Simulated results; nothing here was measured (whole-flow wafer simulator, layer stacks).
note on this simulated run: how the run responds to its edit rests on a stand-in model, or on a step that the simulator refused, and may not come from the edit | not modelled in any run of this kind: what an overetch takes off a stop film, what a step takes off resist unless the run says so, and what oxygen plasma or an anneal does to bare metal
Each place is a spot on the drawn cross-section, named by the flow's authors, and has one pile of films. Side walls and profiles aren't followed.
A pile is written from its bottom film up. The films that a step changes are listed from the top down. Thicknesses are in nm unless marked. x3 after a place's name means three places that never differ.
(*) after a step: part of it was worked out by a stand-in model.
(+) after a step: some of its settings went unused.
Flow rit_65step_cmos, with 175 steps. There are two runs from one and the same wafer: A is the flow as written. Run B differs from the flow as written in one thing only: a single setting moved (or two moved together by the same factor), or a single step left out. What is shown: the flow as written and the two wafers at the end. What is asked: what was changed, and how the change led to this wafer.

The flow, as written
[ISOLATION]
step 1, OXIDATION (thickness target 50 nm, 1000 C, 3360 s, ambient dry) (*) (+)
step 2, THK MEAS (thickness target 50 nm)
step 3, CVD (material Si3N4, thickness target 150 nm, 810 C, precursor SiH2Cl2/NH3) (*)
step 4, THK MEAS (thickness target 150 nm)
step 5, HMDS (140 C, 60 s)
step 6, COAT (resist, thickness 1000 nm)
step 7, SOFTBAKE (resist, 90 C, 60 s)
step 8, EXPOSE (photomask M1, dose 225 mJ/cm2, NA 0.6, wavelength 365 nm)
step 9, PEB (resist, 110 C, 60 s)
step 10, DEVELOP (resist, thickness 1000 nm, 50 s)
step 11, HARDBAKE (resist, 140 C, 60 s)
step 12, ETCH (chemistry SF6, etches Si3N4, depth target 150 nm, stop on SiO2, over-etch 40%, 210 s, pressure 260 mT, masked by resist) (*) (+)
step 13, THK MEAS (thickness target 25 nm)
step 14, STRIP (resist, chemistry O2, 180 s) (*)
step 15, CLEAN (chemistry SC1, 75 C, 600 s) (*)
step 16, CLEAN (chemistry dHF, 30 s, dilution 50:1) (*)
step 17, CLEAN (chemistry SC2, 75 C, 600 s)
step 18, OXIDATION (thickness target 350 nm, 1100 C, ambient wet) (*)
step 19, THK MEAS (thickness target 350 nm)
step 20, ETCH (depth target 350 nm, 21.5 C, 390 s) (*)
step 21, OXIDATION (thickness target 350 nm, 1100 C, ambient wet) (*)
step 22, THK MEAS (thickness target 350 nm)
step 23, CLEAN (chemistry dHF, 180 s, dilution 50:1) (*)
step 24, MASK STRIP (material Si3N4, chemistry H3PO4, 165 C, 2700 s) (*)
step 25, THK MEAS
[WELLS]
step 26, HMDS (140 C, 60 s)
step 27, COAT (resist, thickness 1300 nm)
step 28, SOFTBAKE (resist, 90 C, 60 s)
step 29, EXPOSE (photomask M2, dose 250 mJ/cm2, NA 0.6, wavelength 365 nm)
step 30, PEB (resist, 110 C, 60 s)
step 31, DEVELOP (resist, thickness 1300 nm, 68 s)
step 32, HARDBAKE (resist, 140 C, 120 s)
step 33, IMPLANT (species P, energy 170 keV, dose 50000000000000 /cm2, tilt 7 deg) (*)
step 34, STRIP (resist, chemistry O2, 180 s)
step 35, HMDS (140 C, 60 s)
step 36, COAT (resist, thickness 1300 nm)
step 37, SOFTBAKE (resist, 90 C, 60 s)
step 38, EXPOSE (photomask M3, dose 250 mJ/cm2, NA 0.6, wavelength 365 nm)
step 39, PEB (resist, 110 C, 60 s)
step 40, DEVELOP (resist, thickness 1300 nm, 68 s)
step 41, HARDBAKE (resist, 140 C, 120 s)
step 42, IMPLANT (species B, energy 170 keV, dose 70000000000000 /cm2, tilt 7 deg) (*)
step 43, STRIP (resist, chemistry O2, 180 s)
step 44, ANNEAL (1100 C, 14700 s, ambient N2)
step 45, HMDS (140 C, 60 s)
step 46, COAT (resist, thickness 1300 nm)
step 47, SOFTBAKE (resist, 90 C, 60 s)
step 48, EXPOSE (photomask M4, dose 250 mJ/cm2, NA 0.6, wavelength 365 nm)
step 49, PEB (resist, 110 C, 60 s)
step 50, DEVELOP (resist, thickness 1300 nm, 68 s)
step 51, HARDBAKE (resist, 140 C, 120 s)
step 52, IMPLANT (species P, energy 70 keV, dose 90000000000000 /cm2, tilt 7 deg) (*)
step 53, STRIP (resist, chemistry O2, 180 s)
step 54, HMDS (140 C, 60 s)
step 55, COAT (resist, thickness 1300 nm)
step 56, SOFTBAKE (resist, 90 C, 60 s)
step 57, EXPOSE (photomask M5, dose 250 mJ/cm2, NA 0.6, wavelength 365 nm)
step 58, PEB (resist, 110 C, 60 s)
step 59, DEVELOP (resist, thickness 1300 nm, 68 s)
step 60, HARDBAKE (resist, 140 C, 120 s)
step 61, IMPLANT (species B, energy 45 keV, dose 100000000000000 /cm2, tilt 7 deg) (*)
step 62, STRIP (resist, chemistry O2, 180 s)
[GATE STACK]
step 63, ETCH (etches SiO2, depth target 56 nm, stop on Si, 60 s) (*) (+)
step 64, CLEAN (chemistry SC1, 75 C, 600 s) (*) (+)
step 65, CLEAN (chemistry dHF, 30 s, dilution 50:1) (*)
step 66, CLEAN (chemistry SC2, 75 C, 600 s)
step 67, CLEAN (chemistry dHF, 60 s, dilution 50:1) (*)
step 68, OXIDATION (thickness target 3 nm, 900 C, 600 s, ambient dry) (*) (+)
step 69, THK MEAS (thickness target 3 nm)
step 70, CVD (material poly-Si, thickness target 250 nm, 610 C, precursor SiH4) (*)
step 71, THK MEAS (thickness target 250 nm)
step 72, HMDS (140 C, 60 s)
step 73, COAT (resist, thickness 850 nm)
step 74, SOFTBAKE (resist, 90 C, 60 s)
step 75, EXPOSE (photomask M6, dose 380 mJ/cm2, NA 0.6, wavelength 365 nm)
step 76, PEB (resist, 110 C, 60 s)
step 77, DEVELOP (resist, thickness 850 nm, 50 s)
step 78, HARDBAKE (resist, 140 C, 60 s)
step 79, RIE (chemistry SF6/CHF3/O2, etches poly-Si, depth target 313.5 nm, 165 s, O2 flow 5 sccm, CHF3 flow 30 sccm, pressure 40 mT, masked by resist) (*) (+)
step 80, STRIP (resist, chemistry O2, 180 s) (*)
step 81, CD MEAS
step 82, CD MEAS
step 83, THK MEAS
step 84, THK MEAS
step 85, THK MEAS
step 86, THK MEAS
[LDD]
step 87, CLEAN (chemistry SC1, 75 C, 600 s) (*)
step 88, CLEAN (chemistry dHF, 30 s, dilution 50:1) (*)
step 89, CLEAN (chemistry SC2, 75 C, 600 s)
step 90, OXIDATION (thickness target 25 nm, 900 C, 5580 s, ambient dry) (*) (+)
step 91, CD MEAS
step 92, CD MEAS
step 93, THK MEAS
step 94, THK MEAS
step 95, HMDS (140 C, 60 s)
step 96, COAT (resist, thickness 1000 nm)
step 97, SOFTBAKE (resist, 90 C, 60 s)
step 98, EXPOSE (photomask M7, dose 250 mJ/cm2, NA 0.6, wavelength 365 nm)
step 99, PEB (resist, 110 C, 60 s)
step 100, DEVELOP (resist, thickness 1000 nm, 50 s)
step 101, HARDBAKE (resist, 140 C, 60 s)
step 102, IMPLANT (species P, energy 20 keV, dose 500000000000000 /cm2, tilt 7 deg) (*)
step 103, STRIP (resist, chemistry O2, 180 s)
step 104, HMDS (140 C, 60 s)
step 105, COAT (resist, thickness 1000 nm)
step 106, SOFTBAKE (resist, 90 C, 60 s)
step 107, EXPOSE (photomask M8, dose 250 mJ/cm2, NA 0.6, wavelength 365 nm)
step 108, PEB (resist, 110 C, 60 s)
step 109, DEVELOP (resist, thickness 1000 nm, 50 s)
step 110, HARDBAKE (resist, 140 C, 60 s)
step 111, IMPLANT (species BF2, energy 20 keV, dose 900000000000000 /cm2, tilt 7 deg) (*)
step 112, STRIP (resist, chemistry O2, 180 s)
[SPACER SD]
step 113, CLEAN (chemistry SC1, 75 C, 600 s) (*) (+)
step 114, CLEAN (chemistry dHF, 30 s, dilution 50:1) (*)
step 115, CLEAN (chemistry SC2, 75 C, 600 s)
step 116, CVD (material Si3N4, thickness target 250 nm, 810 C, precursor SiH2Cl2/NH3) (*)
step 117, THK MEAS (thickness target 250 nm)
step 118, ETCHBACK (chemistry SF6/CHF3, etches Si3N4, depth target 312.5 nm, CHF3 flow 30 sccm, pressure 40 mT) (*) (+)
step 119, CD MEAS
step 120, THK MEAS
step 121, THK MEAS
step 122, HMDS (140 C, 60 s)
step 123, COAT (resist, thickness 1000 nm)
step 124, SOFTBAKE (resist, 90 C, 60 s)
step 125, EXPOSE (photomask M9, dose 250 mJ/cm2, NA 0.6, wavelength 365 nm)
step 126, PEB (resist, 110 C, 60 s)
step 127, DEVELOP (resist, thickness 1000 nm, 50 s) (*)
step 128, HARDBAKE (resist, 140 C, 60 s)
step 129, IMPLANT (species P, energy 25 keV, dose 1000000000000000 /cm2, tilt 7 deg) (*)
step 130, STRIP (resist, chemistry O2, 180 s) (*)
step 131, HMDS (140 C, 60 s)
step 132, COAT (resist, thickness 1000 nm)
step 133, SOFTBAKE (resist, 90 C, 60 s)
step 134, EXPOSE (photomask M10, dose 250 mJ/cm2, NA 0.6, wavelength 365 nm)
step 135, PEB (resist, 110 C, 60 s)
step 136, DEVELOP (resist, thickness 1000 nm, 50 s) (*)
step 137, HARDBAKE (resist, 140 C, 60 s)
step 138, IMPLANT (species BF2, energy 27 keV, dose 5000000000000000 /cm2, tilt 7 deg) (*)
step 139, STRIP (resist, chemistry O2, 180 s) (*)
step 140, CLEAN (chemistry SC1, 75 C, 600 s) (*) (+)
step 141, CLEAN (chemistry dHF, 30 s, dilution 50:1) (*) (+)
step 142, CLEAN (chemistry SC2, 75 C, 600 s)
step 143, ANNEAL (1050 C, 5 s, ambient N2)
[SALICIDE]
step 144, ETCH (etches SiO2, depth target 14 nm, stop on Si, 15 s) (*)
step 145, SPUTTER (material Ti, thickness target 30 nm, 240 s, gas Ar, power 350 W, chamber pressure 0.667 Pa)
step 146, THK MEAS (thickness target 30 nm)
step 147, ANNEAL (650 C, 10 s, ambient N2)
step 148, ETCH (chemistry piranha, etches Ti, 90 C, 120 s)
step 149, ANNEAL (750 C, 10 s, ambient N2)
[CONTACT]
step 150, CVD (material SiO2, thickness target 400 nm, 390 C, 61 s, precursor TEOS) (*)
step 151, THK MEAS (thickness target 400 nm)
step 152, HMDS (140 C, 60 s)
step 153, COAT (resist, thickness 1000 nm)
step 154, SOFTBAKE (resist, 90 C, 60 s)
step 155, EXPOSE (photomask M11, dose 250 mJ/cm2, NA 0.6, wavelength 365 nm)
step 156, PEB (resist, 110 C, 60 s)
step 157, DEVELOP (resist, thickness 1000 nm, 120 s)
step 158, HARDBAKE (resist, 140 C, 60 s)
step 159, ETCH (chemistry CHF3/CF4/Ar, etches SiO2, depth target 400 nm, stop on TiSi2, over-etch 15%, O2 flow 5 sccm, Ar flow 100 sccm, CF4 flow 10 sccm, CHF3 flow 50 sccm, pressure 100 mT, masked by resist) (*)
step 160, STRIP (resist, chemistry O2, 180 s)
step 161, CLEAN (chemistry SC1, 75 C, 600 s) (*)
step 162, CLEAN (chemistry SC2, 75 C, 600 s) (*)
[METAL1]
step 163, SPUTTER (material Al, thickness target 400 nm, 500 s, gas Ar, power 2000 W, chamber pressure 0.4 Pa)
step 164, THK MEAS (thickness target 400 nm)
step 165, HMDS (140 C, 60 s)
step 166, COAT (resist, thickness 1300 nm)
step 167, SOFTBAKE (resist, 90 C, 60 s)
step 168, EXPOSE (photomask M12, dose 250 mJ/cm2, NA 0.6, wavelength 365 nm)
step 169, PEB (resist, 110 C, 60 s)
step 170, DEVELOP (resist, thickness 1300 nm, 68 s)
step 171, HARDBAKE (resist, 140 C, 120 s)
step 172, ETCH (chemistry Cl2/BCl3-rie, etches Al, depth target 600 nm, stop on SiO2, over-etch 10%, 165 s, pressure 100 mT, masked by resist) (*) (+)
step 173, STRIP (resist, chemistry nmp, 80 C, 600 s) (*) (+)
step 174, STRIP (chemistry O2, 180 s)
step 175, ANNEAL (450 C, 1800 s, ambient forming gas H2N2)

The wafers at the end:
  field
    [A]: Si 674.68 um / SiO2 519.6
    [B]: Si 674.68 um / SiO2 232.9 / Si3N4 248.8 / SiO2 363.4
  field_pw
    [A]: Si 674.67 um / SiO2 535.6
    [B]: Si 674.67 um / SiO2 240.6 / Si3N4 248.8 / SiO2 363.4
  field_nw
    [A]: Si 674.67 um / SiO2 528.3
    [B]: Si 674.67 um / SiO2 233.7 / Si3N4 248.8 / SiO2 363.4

What caused this: step 118, ETCHBACK: chemistry SF6/CHF3, etches Si3N4, depth target 312.5 nm, CHF3 flow 30 sccm, pressure 40 mT (*) (+), was not run.

Step by step, how the change led to this:
  step 123, COAT (resist, thickness 1000 nm)
      field: A +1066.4 resist (new film) | B +1044.2 resist (new film)
      field_p: A +1073.5 resist (new film) | B +1051.3 resist (new film)
      (as well as at 4 more places)
  step 126, PEB (resist, 110 C, 60 s)
      gate_n, gate_p: A -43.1 resist | B -40.1 resist
      field: A -55.6 resist | B -54.3 resist
      (as well as at 3 more places)
  step 127, DEVELOP (resist, thickness 1000 nm, 50 s) (*)
      field: A -1010.9 resist (all of it) | B -990 resist (all of it)
      gate_n: A -791.9 resist (all of it) | B -738.7 resist (all of it)
      (as well as at 1 more place)
  step 128, HARDBAKE (resist, 140 C, 60 s)
      field_nw: A -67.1 resist | B -65.7 resist
      field_p: A -68.8 resist | B -67.2 resist
      (as well as at 2 more places)
  step 130, STRIP (resist, chemistry O2, 180 s) (*)
      gate_n: A +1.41 chemical SiO2 (new film), -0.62 poly-Si | B nothing
      gate_p: A +1.31 chemical SiO2 (new film), -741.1 resist (all of it), -0.58 poly-Si | B -691.1 resist (all of it)
      (as well as at 2 more places)
  step 132, COAT (resist, thickness 1000 nm)
      field: A +1067 resist (new film) | B +1044.2 resist (new film)
      field_p: A +1074 resist (new film) | B +1051.3 resist (new film)
      (as well as at 4 more places)
  step 135, PEB (resist, 110 C, 60 s)
      gate_n, gate_p: A -43.1 resist | B -40.1 resist
      spacer, spacer_p: A -42 resist | B -53.7 resist
      (as well as at 2 more places)
  step 136, DEVELOP (resist, thickness 1000 nm, 50 s) (*)
      field_p: A -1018 resist (all of it) | B -996.6 resist (all of it)
      gate_p: A -792.8 resist (all of it) | B -738.9 resist (all of it)
      (as well as at 1 more place)
  step 137, HARDBAKE (resist, 140 C, 60 s)
      field: A -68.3 resist | B -66.3 resist
      field_nw: A -67.1 resist | B -65.7 resist
      (as well as at 2 more places)
  step 139, STRIP (resist, chemistry O2, 180 s) (*)
      gate_n: A -740 resist (all of it), +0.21 chemical SiO2, -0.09 poly-Si | B -690.9 resist (all of it)
      field: A -943.1 resist (all of it) | B -923.6 resist (all of it)
      (as well as at 1 more place)
  step 140, CLEAN (chemistry SC1, 75 C, 600 s) (*) (+)
      field, field_pw, field_nw, field_p: A -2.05 SiO2 | B -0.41 Si3N4
      gate_n, gate_p: A -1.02 chemical SiO2, -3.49 poly-Si | B -0.41 Si3N4
  step 141, CLEAN (chemistry dHF, 30 s, dilution 50:1) (*) (+)
      field, field_p: A -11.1 SiO2 | B -0.43 Si3N4
      field_pw, field_nw: A -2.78 SiO2 | B -0.43 Si3N4
      (as well as at 2 more places)
  step 144, ETCH (etches SiO2, depth target 14 nm, stop on Si, 15 s) (*)
      field, field_pw, field_nw, field_p: A -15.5 SiO2 | B -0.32 Si3N4
  step 145, SPUTTER (material Ti, thickness target 30 nm, 240 s, gas Ar, power 350 W, chamber pressure 0.667 Pa)
      gate_n: A +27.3 Ti (new film) | B +30 Ti (new film)
      gate_p: A +27.2 Ti (new film) | B +30 Ti (new film)
  step 147, ANNEAL (650 C, 10 s, ambient N2)
      gate_n: A -21.3 Ti, +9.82 TiSi first (new film), +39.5 TiSi2 C49 (new film), -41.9 poly-Si | B nothing
      gate_p: A -21.2 Ti, +9.56 TiSi first (new film), +39.6 TiSi2 C49 (new film), -41.9 poly-Si | B nothing
  step 148, ETCH (chemistry piranha, etches Ti, 90 C, 120 s)
      gate_n: A -6 Ti (all of it), -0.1 TiSi first | B -30 Ti (all of it)
      gate_p: A -5.97 Ti (all of it), -0.1 TiSi first | B -30 Ti (all of it)
  ... 8 further steps ...
  step 170, DEVELOP (resist, thickness 1300 nm, 68 s)
      field: A -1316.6 resist (all of it) | B -1269.4 resist (all of it)
      field_pw: A -1285.5 resist (all of it) | B -1257.4 resist (all of it)
      (as well as at 6 more places)
